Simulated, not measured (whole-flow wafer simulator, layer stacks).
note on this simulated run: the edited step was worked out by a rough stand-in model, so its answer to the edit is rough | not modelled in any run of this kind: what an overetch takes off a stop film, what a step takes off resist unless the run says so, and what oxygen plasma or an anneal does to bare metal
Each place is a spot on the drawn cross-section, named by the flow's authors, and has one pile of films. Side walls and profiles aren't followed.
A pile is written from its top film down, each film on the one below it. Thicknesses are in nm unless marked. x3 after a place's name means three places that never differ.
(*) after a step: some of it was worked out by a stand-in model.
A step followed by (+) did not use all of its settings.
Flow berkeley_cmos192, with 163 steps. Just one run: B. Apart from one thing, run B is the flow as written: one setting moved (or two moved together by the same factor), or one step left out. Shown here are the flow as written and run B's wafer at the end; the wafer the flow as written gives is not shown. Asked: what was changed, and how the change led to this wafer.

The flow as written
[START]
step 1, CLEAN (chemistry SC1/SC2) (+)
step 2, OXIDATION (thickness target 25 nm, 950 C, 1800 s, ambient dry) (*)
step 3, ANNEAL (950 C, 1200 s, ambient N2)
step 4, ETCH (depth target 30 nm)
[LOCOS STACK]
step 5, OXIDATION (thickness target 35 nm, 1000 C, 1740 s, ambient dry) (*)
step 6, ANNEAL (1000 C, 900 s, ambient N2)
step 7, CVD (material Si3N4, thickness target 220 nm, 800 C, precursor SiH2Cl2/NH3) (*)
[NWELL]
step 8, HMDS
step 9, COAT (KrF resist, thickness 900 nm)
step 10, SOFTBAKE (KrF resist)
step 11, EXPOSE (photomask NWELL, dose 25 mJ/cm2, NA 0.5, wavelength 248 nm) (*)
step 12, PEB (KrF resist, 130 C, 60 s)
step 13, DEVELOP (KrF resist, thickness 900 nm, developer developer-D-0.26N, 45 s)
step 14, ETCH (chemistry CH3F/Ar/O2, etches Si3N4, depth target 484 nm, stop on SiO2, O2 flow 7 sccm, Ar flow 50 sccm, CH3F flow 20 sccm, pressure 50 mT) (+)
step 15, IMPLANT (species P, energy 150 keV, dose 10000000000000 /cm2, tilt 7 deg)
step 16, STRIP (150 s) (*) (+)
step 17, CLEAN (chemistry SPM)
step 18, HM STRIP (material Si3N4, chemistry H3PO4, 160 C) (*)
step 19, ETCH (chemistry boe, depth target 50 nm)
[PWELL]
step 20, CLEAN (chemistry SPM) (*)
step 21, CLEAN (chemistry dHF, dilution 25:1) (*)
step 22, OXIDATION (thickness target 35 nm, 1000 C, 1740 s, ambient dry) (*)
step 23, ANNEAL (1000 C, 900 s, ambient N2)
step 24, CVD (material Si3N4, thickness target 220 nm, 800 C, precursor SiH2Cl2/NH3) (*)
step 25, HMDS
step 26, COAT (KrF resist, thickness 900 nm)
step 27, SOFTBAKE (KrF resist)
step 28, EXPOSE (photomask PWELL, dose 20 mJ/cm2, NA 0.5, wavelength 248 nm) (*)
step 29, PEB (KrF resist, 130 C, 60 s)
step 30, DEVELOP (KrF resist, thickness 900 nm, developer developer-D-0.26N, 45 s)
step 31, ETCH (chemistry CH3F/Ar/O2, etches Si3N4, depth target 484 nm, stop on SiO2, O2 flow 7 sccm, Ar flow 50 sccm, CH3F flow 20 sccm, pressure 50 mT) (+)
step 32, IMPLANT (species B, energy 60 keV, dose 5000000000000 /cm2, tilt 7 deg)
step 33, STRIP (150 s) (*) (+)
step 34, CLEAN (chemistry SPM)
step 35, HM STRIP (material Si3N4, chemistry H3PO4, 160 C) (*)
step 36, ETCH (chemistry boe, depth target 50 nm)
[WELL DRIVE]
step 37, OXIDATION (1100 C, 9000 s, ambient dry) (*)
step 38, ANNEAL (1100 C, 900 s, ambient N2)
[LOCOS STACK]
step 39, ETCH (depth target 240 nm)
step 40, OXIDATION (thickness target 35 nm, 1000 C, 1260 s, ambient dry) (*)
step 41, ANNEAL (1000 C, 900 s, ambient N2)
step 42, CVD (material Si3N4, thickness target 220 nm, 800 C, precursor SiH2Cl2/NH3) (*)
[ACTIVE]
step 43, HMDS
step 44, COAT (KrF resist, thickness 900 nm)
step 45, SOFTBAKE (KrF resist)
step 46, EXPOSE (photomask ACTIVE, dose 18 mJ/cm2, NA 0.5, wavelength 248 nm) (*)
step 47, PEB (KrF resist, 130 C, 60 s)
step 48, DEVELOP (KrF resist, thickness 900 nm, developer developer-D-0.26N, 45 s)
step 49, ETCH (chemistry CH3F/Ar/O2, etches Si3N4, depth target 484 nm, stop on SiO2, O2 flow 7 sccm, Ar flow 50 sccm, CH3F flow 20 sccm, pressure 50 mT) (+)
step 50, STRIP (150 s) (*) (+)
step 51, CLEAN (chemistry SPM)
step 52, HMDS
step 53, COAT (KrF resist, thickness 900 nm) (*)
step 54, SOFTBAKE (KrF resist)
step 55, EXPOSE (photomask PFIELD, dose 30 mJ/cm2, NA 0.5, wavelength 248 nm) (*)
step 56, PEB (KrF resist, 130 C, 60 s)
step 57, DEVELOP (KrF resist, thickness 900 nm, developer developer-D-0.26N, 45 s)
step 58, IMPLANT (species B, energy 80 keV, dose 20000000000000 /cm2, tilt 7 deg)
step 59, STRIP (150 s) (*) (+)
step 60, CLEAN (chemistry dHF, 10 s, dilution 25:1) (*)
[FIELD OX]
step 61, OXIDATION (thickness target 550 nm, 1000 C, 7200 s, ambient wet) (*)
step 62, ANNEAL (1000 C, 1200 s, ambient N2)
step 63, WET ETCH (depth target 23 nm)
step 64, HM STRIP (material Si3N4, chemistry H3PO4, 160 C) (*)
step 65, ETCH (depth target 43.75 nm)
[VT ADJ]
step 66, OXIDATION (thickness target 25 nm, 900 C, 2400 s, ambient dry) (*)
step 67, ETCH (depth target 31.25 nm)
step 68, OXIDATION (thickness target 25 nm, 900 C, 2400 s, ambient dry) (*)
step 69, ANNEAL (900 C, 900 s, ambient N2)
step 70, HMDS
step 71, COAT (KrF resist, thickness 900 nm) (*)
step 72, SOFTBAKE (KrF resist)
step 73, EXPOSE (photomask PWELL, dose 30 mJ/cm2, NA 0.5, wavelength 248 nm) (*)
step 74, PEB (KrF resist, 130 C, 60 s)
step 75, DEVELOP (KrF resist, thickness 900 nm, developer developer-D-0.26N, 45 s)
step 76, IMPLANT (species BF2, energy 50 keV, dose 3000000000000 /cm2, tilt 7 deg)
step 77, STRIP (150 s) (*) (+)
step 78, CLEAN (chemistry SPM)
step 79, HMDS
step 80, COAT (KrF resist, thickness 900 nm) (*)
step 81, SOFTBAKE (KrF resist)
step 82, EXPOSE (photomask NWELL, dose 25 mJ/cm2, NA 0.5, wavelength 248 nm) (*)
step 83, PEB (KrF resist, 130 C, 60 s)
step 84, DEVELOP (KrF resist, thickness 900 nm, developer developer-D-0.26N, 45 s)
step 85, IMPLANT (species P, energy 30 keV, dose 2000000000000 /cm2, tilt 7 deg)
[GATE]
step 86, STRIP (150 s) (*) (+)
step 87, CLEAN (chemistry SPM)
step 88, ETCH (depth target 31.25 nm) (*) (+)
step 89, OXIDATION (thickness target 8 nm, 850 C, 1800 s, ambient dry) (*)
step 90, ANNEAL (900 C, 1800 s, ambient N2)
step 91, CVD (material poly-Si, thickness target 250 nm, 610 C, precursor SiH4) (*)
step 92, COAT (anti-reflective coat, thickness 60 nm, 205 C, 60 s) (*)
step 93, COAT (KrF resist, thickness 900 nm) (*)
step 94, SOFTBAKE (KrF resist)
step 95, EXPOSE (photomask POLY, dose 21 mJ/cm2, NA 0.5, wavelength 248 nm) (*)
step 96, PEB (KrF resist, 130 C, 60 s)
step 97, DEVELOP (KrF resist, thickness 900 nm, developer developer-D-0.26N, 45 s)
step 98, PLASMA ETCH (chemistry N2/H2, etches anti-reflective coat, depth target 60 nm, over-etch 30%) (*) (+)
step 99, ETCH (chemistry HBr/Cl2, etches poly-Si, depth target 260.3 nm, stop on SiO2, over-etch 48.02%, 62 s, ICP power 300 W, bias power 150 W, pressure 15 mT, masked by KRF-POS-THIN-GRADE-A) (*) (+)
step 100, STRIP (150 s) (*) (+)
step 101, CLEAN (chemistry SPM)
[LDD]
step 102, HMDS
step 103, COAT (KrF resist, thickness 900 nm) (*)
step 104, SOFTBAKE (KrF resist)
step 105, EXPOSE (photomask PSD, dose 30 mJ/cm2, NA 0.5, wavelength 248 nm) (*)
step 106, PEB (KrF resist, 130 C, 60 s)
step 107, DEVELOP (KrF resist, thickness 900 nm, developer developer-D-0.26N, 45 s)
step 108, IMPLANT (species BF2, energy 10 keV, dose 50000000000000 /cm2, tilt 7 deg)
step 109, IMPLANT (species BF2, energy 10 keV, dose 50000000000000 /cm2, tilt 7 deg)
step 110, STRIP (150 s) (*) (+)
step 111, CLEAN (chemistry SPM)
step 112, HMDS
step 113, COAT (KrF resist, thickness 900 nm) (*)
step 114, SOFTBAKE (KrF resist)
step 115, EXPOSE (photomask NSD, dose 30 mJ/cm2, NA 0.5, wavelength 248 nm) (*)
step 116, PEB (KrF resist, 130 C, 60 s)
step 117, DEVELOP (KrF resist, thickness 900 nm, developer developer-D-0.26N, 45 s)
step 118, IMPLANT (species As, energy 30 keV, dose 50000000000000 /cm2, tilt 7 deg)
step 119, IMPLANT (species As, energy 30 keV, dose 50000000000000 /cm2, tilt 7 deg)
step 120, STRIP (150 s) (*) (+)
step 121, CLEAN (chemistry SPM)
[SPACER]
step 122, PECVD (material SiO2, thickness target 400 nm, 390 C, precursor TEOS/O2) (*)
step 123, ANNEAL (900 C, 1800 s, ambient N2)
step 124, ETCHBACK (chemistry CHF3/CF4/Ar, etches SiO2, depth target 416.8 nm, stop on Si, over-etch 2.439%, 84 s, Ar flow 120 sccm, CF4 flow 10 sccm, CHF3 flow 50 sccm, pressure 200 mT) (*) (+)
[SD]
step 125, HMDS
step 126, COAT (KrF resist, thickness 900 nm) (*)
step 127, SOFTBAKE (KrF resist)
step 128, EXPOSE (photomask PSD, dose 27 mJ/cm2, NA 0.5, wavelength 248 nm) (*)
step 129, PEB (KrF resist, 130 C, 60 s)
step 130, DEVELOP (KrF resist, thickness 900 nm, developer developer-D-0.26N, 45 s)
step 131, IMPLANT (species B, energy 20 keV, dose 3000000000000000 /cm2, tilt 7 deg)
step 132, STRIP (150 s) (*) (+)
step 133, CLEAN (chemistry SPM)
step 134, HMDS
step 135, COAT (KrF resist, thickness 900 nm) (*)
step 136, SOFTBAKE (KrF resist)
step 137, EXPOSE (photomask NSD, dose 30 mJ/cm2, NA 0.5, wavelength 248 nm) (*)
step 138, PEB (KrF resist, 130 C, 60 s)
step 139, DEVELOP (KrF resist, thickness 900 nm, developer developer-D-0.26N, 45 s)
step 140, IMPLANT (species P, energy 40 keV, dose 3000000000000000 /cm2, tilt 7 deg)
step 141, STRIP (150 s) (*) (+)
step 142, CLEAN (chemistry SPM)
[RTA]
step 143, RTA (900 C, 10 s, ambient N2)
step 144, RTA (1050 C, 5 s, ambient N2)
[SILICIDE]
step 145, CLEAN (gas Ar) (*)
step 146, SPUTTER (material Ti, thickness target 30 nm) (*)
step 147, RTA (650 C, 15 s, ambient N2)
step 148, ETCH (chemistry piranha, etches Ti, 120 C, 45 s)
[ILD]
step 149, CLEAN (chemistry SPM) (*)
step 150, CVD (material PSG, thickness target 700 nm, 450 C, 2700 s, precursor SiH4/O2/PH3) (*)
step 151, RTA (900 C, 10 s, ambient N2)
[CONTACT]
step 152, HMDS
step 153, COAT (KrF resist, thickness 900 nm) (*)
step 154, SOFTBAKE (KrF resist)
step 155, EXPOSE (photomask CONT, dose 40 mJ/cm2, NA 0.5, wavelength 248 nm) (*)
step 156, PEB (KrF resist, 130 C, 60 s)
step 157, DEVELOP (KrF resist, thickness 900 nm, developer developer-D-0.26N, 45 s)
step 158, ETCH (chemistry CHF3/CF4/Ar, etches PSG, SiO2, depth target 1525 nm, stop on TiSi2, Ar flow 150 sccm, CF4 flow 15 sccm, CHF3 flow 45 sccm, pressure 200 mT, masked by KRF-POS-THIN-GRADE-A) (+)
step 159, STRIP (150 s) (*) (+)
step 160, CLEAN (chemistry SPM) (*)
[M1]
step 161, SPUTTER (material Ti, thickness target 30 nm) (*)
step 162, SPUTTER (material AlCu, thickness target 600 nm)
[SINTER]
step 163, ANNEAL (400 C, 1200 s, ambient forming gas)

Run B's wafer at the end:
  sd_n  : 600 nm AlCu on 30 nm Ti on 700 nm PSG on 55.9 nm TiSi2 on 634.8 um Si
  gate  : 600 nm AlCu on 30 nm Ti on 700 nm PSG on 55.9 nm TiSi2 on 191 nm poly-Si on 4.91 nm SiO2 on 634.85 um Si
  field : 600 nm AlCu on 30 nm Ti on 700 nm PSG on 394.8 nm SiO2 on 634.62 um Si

Cause: step 89, OXIDATION: 808 C was run, whereas the flow has 850 C.

The path from the change to this, step by step:
  step 89, OXIDATION (thickness target 8 nm, 850 C, 1800 s, ambient dry) (*)
      sd_n, spacer_n, gate, sd_p, spacer_p, gate_p, contact, m1: +4.91 SiO2 (new film), -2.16 Si (in the flow as written it would be: +7.48 SiO2 (new film), -3.29 Si)
